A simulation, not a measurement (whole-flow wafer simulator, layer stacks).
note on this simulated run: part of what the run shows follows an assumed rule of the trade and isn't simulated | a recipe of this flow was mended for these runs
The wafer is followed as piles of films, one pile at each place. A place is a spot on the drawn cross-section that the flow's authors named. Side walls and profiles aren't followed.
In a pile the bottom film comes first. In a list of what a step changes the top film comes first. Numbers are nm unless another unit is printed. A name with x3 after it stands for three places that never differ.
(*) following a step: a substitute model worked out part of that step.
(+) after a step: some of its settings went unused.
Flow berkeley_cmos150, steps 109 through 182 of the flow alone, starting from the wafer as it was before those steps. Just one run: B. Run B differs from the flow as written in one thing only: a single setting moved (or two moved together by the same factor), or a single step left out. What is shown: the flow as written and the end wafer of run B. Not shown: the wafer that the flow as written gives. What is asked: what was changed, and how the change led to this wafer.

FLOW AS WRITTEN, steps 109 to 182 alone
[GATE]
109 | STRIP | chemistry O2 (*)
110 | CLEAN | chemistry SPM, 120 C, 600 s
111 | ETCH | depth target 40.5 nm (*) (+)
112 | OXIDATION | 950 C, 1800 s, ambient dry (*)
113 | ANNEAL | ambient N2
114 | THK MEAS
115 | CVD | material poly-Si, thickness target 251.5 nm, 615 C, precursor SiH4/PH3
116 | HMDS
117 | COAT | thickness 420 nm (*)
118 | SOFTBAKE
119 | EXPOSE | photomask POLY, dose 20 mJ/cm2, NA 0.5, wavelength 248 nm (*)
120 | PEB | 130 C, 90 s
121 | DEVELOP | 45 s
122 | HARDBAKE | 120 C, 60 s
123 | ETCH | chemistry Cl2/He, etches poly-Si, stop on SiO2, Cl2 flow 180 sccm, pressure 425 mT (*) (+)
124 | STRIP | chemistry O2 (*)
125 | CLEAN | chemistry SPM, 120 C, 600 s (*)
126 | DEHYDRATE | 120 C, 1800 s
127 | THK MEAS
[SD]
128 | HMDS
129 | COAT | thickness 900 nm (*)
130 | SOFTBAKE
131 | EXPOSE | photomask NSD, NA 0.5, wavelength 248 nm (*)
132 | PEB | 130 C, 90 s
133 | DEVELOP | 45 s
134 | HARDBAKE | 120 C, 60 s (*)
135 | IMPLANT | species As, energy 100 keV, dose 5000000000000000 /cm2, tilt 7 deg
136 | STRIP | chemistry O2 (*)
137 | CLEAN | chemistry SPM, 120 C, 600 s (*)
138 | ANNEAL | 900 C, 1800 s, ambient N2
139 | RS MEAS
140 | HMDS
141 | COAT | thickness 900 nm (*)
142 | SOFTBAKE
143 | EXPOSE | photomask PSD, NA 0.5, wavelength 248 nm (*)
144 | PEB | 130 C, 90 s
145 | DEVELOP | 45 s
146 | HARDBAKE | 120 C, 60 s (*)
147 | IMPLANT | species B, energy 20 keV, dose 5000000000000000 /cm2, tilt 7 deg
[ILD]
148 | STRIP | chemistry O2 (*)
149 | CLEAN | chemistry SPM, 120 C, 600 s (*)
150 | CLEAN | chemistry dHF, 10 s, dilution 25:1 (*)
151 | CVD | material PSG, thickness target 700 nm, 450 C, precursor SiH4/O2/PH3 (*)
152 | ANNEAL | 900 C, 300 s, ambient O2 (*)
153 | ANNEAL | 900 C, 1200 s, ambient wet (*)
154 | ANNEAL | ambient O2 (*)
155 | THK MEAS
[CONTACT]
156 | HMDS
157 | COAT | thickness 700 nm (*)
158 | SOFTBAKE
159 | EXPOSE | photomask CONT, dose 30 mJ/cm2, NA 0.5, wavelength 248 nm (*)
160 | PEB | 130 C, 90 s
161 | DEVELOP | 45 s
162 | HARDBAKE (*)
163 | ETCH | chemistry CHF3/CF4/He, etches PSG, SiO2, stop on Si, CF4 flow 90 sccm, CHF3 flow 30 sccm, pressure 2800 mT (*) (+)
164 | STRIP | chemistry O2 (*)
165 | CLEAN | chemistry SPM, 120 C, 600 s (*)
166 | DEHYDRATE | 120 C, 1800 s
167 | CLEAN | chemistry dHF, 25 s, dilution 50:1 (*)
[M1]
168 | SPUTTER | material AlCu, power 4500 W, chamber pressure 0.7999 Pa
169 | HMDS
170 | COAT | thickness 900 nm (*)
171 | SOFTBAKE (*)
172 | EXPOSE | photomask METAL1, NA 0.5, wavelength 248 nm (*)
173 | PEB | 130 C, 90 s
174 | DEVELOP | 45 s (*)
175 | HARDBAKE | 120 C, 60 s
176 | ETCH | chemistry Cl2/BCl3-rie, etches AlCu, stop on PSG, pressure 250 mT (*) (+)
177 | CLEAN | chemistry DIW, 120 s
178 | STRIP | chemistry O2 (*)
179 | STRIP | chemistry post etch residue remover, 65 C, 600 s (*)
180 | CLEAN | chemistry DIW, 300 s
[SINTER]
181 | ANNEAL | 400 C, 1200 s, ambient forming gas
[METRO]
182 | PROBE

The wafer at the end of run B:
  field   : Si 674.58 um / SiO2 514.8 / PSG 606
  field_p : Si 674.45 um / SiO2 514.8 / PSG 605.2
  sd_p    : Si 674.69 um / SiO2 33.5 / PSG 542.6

The reason: step 111, ETCH: depth target 64.8 nm was run, while the flow as written has depth target 40.5 nm.

The path from the change to this, step by step:
  111 | ETCH | depth target 40.5 nm (*) (+)
      field, field_p: SiO2 loses 64.8 (it would be, as written: SiO2 loses 40.5)
  117 | COAT | thickness 420 nm (*)
      sd_n: KrF-resist gains 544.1 (new film) (it would be, as written: KrF-resist gains 563.3 (new film))
      sd_p: KrF-resist gains 547.9 (new film) (it would be, as written: KrF-resist gains 559.5 (new film))
      (as well as at 1 more place)
  121 | DEVELOP | 45 s
      sd_n: KrF-resist loses 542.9 (all of it) (it would be, as written: KrF-resist loses 562.1 (all of it))
      sd_p: KrF-resist loses 546.7 (all of it) (it would be, as written: KrF-resist loses 558.3 (all of it))
      (as well as at 1 more place)
  124 | STRIP | chemistry O2 (*)
      gate_n: chemical SiO2 gains 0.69 (new film), KrF-resist loses 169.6 (all of it), poly-Si loses 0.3 (it would be, as written: chemical SiO2 gains 0.69 (new film), KrF-resist loses 176.1 (all of it), poly-Si loses 0.3)
      gate_p: chemical SiO2 gains 0.69 (new film), KrF-resist loses 206.7 (all of it), poly-Si loses 0.3 (it would be, as written: chemical SiO2 gains 0.69 (new film), KrF-resist loses 213.2 (all of it), poly-Si loses 0.3)
  129 | COAT | thickness 900 nm (*)
      sd_n: thick-KrF-resist gains 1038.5 (new film) (it would be, as written: thick-KrF-resist gains 1061.7 (new film))
  133 | DEVELOP | 45 s
      sd_n: thick-KrF-resist loses 1036 (all of it) (it would be, as written: thick-KrF-resist loses 1059.1 (all of it))
  141 | COAT | thickness 900 nm (*)
      sd_n: thick-KrF-resist gains 1038.5 (new film) (it would be, as written: thick-KrF-resist gains 1061.7 (new film))
  148 | STRIP | chemistry O2 (*)
      sd_n: thick-KrF-resist loses 1022.7 (all of it) (it would be, as written: thick-KrF-resist loses 1045.8 (all of it))
  157 | COAT | thickness 700 nm (*)
      sd_p: KrF-resist gains 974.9 (new film) (it would be, as written: KrF-resist gains 1000.3 (new film))
  164 | STRIP | chemistry O2 (*)
      sd_n: KrF-resist loses 520.8 (all of it) (it would be, as written: KrF-resist loses 535.7 (all of it))
      gate_n: KrF-resist loses 321.5 (all of it) (it would be, as written: KrF-resist loses 331.2 (all of it))
      (as well as at 3 more places)
  168 | SPUTTER | material AlCu, power 4500 W, chamber pressure 0.7999 Pa
      sd_p: AlCu gains 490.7 (new film) (it would be, as written: AlCu gains 471.4 (new film))
  170 | COAT | thickness 900 nm (*)
      sd_p: thick-KrF-resist gains 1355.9 (new film) (it would be, as written: thick-KrF-resist gains 1400.4 (new film))
  174 | DEVELOP | 45 s (*)
      sd_p: thick-KrF-resist loses 1352.4 (all of it), AlCu loses 10 (it would be, as written: thick-KrF-resist loses 1396.9 (all of it), AlCu loses 10)
  176 | ETCH | chemistry Cl2/BCl3-rie, etches AlCu, stop on PSG, pressure 250 mT (*) (+)
      sd_p: AlCu loses 480.7 (all of it), PSG loses 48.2 (it would be, as written: AlCu loses 461.4 (all of it), PSG loses 50.6)
  178 | STRIP | chemistry O2 (*)
      m1: thick-KrF-resist loses 362 (all of it) (it would be, as written: thick-KrF-resist loses 373.8 (all of it))
